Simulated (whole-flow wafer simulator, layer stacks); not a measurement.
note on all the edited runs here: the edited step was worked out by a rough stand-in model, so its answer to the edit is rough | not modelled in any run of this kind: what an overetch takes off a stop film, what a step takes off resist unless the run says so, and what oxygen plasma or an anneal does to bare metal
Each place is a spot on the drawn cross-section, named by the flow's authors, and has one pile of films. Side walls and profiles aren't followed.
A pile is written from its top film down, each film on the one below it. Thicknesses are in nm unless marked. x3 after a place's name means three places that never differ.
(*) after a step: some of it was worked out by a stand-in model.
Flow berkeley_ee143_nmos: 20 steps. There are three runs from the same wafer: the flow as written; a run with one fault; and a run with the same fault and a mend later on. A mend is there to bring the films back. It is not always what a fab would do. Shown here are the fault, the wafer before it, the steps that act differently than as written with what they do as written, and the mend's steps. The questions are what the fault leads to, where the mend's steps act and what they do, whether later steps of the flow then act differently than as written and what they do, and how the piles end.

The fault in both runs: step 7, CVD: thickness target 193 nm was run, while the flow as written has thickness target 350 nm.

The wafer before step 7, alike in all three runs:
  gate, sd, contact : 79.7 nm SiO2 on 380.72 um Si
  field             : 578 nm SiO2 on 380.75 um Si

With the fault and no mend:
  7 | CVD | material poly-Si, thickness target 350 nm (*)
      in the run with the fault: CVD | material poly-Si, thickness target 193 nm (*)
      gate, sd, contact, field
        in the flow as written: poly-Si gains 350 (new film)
        in the run with the fault: poly-Si gains 193 (new film)
  Steps further on in the flow that do not act as written:
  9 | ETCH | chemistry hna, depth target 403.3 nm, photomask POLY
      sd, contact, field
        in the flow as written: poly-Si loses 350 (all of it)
        in the run with the fault: poly-Si loses 193 (all of it)
  By the end, the piles at gate depart from the flow's by more than 2% or 0.5 nm, whichever is larger.
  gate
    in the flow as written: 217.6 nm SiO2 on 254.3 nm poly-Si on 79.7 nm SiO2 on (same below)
    in the run with the fault: 217.6 nm SiO2 on 97.3 nm poly-Si on 79.7 nm SiO2 on (same below)

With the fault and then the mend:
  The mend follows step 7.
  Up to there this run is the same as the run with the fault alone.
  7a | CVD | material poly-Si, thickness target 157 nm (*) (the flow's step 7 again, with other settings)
      gate, sd, contact, field
        poly-Si gains 157
  None of the later steps of the flow acts differently than as written at any place that is followed.
  The piles end the same as the flow's at every place that both follow.
